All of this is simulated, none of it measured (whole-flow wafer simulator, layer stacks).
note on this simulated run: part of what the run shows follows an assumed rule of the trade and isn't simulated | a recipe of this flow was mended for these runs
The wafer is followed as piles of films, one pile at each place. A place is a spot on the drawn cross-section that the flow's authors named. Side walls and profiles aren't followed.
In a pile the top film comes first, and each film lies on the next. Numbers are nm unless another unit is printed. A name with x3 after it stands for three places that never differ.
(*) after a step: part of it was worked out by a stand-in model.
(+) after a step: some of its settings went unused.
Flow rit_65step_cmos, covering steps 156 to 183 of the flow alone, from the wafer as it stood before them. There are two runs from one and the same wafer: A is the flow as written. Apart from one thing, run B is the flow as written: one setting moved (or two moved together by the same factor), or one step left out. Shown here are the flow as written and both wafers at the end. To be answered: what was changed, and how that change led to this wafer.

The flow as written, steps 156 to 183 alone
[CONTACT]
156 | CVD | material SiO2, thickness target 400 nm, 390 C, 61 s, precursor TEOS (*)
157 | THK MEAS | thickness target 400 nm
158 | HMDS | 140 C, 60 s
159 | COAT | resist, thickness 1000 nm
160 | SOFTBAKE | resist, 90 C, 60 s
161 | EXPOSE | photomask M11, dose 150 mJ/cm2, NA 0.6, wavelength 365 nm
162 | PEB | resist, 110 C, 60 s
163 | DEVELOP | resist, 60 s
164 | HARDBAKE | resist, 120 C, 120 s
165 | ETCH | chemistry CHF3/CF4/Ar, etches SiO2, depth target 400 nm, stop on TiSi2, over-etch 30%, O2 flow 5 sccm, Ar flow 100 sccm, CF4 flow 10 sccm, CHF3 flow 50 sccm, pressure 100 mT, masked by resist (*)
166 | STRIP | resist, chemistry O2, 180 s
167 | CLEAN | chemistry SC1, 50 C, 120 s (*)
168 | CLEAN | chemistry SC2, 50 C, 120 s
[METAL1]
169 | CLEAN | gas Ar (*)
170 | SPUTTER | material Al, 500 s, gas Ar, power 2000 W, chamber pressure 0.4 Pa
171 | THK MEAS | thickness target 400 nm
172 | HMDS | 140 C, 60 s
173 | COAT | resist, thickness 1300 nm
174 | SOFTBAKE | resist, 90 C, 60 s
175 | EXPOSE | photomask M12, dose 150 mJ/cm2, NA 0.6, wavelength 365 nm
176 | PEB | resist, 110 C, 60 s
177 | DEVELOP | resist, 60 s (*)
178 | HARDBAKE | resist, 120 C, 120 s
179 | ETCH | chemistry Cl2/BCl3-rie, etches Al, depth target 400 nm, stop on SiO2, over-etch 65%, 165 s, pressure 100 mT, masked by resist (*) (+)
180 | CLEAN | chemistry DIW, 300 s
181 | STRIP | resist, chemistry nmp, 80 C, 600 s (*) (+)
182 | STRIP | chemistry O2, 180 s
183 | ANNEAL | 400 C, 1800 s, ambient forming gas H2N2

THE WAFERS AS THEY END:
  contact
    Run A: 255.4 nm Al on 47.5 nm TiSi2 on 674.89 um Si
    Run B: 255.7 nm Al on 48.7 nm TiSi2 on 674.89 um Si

Cause: step 165, ETCH: over-etch 24% was run, while the flow as written has over-etch 30%.

How this came from the change, step by step:
  165 | ETCH | chemistry CHF3/CF4/Ar, etches SiO2, depth target 400 nm, stop on TiSi2, over-etch 30%, O2 flow 5 sccm, Ar flow 100 sccm, CF4 flow 10 sccm, CHF3 flow 50 sccm, pressure 100 mT, masked by resist (*)
      field, field_pw, field_nw and 10 more: A -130 resist | B -124 resist
      contact: A -400 SiO2 (all of it), -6 TiSi2 | B -400 SiO2 (all of it), -4.8 TiSi2
